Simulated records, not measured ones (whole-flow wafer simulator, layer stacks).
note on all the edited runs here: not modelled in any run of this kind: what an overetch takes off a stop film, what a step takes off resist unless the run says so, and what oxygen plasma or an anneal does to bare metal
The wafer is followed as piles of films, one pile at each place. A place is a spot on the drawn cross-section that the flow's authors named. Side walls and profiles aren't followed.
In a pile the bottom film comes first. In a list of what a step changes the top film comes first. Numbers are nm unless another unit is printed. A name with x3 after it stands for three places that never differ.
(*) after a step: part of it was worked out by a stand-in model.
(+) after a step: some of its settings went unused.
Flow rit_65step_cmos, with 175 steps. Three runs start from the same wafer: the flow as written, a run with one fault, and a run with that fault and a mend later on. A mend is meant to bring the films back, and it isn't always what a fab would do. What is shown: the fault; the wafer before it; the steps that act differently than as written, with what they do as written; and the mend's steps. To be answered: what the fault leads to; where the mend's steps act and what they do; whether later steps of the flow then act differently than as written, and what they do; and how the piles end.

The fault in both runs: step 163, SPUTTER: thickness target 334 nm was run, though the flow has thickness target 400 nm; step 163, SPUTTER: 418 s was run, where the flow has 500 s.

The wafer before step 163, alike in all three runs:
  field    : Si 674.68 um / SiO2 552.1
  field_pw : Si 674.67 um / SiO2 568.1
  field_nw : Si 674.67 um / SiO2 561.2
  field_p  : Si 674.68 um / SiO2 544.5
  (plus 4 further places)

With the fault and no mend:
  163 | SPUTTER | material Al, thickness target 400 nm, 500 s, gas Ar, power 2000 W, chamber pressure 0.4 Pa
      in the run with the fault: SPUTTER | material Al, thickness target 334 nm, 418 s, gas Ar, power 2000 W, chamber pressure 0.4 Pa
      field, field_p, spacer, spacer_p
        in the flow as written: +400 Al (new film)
        in the run with the fault: +334 Al (new film)
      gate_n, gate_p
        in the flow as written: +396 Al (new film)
        in the run with the fault: +334 Al (new film)
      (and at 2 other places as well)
  Later steps of the flow acting differently than as written (3 other steps are not shown; they differ only slightly, by no more than 2% or 0.5 nm, whichever is larger):
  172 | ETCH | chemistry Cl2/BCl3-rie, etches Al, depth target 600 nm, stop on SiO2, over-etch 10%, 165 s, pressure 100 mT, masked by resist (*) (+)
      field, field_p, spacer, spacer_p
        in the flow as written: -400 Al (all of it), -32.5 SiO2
        in the run with the fault: -334 Al (all of it), -40.8 SiO2
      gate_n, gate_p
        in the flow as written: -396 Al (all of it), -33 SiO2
        in the run with the fault: -334 Al (all of it), -40.8 SiO2
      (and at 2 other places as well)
  At gate_n, gate_p, spacer, spacer_p, the piles at the end differ from the flow's by more than 2% or 0.5 nm, whichever is larger.
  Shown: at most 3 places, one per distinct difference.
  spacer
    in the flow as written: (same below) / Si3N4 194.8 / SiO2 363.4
    in the run with the fault: (same below) / Si3N4 194.8 / SiO2 355.2
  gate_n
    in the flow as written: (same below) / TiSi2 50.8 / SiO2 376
    in the run with the fault: (same below) / TiSi2 50.8 / SiO2 368.2
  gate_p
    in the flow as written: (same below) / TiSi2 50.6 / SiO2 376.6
    in the run with the fault: (same below) / TiSi2 50.6 / SiO2 368.9

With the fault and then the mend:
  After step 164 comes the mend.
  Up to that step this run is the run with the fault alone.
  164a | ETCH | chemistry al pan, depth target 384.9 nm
      field, field_p, gate_n, gate_p, spacer, spacer_p
        -334 Al (all of it)
      field_pw
        -333 Al (all of it)
      field_nw
        -333.6 Al (all of it)
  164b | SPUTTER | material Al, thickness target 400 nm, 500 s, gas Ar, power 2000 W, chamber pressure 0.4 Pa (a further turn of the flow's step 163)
      field, field_pw, field_p, spacer, spacer_p
        +400 Al (new film)
      gate_n, gate_p
        +396 Al (new film)
      field_nw
        +397.2 Al (new film)
  Later steps of the flow that are run all act as written at every place that is followed.
  At every place that both follow, the piles at the end match the flow's.
